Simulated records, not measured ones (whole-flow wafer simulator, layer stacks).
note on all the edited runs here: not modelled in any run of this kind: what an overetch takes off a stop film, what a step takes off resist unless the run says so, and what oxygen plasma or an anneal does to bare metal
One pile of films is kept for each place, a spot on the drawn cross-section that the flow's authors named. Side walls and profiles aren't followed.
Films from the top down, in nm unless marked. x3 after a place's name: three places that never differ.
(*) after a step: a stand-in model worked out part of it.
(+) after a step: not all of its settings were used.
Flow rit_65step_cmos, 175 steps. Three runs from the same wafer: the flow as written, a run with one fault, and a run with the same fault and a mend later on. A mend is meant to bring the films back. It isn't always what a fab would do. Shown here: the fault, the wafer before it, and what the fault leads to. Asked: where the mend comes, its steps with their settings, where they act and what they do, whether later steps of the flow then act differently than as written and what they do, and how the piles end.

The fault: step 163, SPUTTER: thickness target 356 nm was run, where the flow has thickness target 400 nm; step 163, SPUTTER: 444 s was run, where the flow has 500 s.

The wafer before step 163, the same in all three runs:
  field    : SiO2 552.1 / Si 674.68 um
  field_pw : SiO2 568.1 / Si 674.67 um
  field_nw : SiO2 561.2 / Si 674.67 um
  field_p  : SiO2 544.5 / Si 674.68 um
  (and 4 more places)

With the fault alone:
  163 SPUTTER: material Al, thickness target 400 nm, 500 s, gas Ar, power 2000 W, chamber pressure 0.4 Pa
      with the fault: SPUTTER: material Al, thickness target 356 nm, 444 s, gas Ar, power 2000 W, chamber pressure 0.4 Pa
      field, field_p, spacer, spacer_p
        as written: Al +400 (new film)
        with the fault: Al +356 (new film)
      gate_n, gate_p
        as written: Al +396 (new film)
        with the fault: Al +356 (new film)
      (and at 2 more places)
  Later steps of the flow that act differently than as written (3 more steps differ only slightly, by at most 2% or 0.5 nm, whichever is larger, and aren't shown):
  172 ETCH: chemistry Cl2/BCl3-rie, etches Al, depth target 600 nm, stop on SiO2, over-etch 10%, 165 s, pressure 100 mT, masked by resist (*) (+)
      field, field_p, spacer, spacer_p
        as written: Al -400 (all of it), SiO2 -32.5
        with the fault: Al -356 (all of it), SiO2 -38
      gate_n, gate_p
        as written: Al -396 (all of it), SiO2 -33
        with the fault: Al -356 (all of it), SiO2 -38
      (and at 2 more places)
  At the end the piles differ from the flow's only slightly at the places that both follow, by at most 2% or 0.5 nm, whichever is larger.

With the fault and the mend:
  The mend comes after step 164.
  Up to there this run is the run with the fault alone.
  164a ETCH: chemistry al pan, depth target 410.1 nm
      field, field_p, gate_n, gate_p, spacer, spacer_p
        Al -356 (all of it)
      field_pw
        Al -354.2 (all of it)
      field_nw
        Al -354.8 (all of it)
  164b SPUTTER: material Al, thickness target 400 nm, 500 s, gas Ar, power 2000 W, chamber pressure 0.4 Pa (the flow's step 163 once more)
      field, field_pw, field_p, spacer, spacer_p
        Al +400 (new film)
      gate_n, gate_p
        Al +396 (new film)
      field_nw
        Al +397.2 (new film)
  No later step of the flow acts differently than as written at any place that is followed.
  At the end the piles are the same as the flow's at every place that both follow.
